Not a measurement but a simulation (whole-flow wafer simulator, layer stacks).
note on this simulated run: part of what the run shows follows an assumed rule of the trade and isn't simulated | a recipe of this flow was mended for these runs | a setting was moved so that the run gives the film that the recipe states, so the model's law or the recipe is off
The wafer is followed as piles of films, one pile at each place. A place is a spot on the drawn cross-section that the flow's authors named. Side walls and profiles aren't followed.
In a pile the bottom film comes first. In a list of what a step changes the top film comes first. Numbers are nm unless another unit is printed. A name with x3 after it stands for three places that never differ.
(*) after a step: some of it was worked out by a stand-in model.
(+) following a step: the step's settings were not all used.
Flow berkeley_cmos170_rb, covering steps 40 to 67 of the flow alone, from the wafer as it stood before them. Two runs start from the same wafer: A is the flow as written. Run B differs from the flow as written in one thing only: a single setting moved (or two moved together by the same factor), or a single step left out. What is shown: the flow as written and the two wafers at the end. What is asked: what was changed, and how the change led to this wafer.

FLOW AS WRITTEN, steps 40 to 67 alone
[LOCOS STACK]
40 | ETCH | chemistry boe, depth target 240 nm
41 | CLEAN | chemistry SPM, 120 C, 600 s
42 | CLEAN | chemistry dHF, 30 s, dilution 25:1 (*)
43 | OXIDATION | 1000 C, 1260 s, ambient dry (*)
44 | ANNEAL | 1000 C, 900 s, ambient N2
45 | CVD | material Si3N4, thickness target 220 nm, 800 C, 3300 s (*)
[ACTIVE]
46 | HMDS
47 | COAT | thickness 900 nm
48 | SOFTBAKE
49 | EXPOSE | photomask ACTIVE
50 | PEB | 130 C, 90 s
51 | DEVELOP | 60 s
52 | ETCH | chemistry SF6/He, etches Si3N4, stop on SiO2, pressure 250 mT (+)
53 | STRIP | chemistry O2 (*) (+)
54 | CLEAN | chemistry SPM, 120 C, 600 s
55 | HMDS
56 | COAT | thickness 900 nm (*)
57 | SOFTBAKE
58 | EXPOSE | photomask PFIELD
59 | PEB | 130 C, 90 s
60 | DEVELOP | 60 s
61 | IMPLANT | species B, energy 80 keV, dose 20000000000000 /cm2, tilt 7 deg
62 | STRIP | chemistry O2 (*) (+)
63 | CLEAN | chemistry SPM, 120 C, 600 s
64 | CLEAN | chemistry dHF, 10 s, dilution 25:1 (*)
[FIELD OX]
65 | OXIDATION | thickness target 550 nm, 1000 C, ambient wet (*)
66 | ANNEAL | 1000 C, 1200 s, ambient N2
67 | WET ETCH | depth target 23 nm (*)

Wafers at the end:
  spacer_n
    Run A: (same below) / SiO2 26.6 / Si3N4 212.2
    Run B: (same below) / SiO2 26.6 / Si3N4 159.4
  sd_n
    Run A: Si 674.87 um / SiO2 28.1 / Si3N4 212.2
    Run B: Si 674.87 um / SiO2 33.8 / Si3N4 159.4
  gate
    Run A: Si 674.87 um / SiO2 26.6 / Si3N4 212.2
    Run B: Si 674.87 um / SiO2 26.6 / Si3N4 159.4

The reason: step 45, CVD: 2508 s was run, while the flow as written has 3300 s.

How this came from the change, step by step:
  45 | CVD | material Si3N4, thickness target 220 nm, 800 C, 3300 s (*)
      field, sd_n, spacer_n and 6 more: A Si3N4 gains 220 (new film) | B Si3N4 gains 167.2 (new film)
  52 | ETCH | chemistry SF6/He, etches Si3N4, stop on SiO2, pressure 250 mT (+)
      sd_n, spacer_n, gate, sd_p, spacer_p, gate_p, contact, m1: A KrF-resist loses 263 | B KrF-resist loses 205.7
      field: A Si3N4 loses 220 (all of it), SiO2 loses 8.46 | B Si3N4 loses 167.2 (all of it), SiO2 loses 8.46
  53 | STRIP | chemistry O2 (*) (+)
      sd_n, spacer_n, gate, sd_p, spacer_p, gate_p, contact, m1: A KrF-resist loses 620 (all of it) | B KrF-resist loses 677.4 (all of it)
  56 | COAT | thickness 900 nm (*)
      sd_n: A KrF-resist gains 782.7 (new film) | B KrF-resist gains 809.6 (new film)
      spacer_n: A KrF-resist gains 816.2 (new film) | B KrF-resist gains 834.9 (new film)
      (as well as at 6 more places)
  62 | STRIP | chemistry O2 (*) (+)
      sd_n: A KrF-resist loses 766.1 (all of it) | B KrF-resist loses 792.9 (all of it)
      spacer_n: A KrF-resist loses 799.5 (all of it) | B KrF-resist loses 818.1 (all of it)
      (as well as at 6 more places)
  65 | OXIDATION | thickness target 550 nm, 1000 C, ambient wet (*)
      gate: A SiO2 gains 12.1 (new film), Si3N4 loses 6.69, SiO2 gains 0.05, Si loses 0.05 | B SiO2 gains 12.1 (new film), Si3N4 loses 6.69
      sd_n: A SiO2 gains 12.1 (new film), Si3N4 loses 6.69, SiO2 gains 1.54, Si loses 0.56 | B SiO2 gains 12.1 (new film), Si3N4 loses 6.69, SiO2 gains 7.27, Si loses 3.14
      (as well as at 1 more place)
